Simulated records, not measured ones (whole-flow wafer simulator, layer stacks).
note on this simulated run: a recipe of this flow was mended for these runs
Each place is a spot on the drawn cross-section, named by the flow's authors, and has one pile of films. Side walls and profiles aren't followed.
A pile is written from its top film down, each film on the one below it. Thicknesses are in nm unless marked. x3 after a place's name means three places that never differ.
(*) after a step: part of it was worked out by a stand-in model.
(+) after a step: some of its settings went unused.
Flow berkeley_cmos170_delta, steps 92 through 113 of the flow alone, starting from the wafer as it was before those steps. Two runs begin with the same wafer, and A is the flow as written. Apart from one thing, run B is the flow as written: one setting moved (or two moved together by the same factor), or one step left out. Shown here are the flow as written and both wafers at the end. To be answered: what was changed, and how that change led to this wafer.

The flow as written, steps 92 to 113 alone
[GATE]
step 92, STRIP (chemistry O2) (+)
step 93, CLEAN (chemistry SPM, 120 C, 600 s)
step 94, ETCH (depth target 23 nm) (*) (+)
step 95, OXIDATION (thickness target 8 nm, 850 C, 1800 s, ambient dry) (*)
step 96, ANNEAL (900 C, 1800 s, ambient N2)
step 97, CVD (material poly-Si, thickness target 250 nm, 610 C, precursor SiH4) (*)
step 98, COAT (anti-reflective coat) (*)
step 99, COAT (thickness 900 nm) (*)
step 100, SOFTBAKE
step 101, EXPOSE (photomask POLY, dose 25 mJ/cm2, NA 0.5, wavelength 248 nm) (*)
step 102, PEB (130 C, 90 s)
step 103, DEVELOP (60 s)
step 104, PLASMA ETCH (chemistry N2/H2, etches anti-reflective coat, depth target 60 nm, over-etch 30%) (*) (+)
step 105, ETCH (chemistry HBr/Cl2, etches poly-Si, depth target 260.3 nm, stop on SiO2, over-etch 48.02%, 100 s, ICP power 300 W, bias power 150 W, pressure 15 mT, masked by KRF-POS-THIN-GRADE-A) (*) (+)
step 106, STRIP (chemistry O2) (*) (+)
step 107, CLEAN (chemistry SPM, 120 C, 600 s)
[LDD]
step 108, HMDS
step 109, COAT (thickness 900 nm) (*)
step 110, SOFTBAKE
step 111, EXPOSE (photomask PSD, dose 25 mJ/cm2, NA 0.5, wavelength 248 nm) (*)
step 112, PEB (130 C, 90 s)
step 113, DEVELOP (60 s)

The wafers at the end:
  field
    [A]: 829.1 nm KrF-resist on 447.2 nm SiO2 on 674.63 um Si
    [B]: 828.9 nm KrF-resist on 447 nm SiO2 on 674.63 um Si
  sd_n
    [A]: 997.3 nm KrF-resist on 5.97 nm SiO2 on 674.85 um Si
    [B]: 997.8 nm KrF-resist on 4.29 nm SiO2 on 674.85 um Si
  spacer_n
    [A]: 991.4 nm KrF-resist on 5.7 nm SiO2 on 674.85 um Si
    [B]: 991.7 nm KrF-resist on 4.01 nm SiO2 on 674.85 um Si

What caused this: step 95, OXIDATION: thickness target 5.12 nm was run, whereas the flow has thickness target 8 nm; step 95, OXIDATION: 1152 s was run, where the flow has 1800 s.

The path from the change to this, step by step:
  step 95, OXIDATION (thickness target 8 nm, 850 C, 1800 s, ambient dry) (*)
      sd_n, spacer_n, gate, sd_p, spacer_p, gate_p, contact, m1: A SiO2 gains 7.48 (new film), Si loses 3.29 | B SiO2 gains 5.8 (new film), Si loses 2.55
